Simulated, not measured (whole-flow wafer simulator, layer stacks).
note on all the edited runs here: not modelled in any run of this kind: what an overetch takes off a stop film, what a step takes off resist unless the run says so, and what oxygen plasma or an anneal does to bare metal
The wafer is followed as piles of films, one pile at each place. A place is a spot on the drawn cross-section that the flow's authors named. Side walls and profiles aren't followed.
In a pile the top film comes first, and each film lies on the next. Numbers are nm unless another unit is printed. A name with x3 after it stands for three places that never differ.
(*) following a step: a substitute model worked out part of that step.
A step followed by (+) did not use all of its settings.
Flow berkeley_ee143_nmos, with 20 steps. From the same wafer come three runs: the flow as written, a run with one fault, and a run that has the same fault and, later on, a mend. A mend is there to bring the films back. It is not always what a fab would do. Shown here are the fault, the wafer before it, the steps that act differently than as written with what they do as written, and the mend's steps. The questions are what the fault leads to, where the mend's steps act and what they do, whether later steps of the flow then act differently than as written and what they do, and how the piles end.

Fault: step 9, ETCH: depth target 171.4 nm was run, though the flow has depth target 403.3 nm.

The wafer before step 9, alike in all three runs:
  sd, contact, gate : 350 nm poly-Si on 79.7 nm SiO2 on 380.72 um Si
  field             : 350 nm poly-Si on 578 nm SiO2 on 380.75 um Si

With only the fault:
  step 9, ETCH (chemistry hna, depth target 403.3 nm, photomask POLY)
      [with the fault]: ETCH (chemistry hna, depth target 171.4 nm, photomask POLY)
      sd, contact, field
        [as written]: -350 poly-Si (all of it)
        [with the fault]: -171.4 poly-Si
  Later steps of the flow acting differently than as written:
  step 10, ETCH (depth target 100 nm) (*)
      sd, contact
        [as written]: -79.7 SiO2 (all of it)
        [with the fault]: nothing
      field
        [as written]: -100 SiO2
        [with the fault]: nothing
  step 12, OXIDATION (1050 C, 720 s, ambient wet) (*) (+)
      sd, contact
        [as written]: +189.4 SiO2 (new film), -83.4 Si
        [with the fault]: +217.6 SiO2 (new film), -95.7 poly-Si
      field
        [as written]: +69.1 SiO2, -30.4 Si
        [with the fault]: +217.6 SiO2 (new film), -95.7 poly-Si
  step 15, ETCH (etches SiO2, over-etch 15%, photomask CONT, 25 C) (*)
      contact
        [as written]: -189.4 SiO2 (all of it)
        [with the fault]: -217.6 SiO2 (all of it)
  At sd, contact, field, the piles at the end differ from the flow's by more than 2% or 0.5 nm, whichever is larger.
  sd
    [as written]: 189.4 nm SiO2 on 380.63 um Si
    [with the fault]: 217.6 nm SiO2 on 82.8 nm poly-Si on 79.7 nm SiO2 on 380.72 um Si
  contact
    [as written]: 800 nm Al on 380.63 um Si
    [with the fault]: 800 nm Al on 82.8 nm poly-Si on 79.7 nm SiO2 on 380.72 um Si
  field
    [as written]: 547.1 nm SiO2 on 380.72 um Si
    [with the fault]: 217.6 nm SiO2 on 82.8 nm poly-Si on 578 nm SiO2 on 380.75 um Si

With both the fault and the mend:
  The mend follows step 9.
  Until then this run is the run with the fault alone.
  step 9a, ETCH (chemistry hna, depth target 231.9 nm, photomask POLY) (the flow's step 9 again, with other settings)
      sd, contact, field
        -178.6 poly-Si (all of it)
  Every later step of the flow that is run acts as written at every place that is followed.
  At every place that both follow, the piles at the end match the flow's.
